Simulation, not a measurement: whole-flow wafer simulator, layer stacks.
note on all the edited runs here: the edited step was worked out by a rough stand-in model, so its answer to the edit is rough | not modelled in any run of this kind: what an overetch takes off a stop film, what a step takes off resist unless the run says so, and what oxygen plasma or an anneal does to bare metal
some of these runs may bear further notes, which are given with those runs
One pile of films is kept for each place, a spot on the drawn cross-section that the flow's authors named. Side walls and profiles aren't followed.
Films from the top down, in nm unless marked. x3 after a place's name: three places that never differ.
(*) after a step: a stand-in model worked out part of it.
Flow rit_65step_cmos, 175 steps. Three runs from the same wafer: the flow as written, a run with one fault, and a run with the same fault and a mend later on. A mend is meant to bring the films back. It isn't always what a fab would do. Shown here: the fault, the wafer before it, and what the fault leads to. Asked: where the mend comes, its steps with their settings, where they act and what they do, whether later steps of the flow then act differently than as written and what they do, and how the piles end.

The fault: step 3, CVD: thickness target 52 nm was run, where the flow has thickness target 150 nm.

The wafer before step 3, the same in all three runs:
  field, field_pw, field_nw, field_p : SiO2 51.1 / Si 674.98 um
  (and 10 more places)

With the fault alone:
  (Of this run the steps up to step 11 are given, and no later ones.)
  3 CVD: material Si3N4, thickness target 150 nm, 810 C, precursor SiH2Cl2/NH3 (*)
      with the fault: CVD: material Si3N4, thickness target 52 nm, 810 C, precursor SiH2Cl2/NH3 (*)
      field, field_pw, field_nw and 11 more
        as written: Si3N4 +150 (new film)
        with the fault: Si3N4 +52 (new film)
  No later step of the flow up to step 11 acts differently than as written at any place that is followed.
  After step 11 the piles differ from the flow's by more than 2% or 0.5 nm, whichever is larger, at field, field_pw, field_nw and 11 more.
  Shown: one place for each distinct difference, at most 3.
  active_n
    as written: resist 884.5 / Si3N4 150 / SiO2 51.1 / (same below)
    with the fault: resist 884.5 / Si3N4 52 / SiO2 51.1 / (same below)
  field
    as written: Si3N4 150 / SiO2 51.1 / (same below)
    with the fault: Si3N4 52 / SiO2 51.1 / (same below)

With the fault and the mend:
  The mend comes after step 4.
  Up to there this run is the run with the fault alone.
  4a CVD: material Si3N4, thickness target 98 nm, 810 C, precursor SiH2Cl2/NH3 (*) (the flow's step 3 once more, with other settings)
      field, field_pw, field_nw and 11 more
        Si3N4 +98
  No later step of the flow acts differently than as written at any place that is followed.
  At the end the piles are the same as the flow's at every place that both follow.
